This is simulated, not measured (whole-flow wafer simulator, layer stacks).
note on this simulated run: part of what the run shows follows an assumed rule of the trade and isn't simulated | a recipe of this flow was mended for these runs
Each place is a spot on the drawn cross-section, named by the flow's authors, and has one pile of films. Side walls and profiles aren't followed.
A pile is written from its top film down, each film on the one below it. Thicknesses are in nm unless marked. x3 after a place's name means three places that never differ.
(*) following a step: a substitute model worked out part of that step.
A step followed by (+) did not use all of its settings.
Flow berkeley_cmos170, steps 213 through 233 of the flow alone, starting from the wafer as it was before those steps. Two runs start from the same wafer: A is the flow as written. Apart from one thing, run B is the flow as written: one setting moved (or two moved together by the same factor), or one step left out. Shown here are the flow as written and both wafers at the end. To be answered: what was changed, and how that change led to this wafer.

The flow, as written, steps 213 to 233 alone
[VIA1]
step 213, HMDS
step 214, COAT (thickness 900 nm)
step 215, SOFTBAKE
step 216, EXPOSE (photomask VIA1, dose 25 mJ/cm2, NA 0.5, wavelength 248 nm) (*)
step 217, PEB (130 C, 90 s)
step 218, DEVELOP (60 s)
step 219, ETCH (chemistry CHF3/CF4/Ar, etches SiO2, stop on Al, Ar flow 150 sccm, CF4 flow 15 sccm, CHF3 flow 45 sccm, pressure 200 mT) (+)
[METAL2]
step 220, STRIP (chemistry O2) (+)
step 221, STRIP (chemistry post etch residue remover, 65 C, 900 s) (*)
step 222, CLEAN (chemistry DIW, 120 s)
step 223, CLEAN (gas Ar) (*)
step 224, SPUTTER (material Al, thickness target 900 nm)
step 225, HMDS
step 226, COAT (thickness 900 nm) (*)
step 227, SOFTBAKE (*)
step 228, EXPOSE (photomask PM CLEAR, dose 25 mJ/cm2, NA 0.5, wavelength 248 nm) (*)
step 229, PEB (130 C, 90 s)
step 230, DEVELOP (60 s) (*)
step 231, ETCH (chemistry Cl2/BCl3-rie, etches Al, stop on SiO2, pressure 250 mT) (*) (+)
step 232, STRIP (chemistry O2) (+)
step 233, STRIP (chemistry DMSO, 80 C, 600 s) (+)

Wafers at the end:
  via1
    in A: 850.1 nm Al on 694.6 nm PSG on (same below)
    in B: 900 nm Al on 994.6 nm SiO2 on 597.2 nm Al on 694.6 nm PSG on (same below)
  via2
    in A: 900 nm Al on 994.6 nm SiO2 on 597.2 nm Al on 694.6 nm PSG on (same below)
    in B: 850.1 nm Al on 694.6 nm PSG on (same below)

What caused this: step 216, EXPOSE: photomask VIA2 was run, while the flow as written has photomask VIA1.

The path from the change to this, step by step:
  step 218, DEVELOP (60 s)
      via1: A KrF-resist loses 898 (all of it) | B KrF-resist loses 14.9
      via2: A KrF-resist loses 14.9 | B KrF-resist loses 898 (all of it)
  step 219, ETCH (chemistry CHF3/CF4/Ar, etches SiO2, stop on Al, Ar flow 150 sccm, CF4 flow 15 sccm, CHF3 flow 45 sccm, pressure 200 mT) (+)
      via1: A SiO2 loses 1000 (all of it), Al loses 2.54 | B KrF-resist loses 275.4
      via2: A KrF-resist loses 275.4 | B SiO2 loses 1000 (all of it), Al loses 2.54
  step 220, STRIP (chemistry O2) (+)
      via1: A nothing | B KrF-resist loses 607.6 (all of it)
      via2: A KrF-resist loses 607.6 (all of it) | B nothing
  step 221, STRIP (chemistry post etch residue remover, 65 C, 900 s) (*)
      via1: A Al loses 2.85 | B nothing
      via2: A nothing | B Al loses 2.85
  step 223, CLEAN (gas Ar) (*)
      via1: A Al loses 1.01 | B SiO2 loses 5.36
      via2: A SiO2 loses 5.36 | B Al loses 1.01
  step 224, SPUTTER (material Al, thickness target 900 nm)
      via1: A Al gains 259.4 | B Al gains 900 (new film)
      via2: A Al gains 900 (new film) | B Al gains 259.4
  step 226, COAT (thickness 900 nm) (*)
      m1: A KrF-resist gains 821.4 (new film) | B KrF-resist gains 862.2 (new film)
      via1: A KrF-resist gains 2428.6 (new film) | B KrF-resist gains 885.3 (new film)
      (also at 2 further places)
  step 229, PEB (130 C, 90 s)
      via1: A KrF-resist loses 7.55 | B KrF-resist loses 1.97
      via2: A KrF-resist loses 1.97 | B KrF-resist loses 7.55
  step 232, STRIP (chemistry O2) (+)
      contact: A KrF-resist loses 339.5 (all of it) | B KrF-resist loses 348.1 (all of it)
      m1: A KrF-resist loses 271.3 (all of it) | B KrF-resist loses 312 (all of it)
      (also at 3 further places)
With metal films that touch counted as one body, via1 has 2 bodies (between them, from the top down: SiO2 994.6); the flow as written gives 1 body.
With metal films that touch counted as one body, via2 has 1 body; the flow as written gives 2 bodies (between them, from the top down: SiO2 994.6).
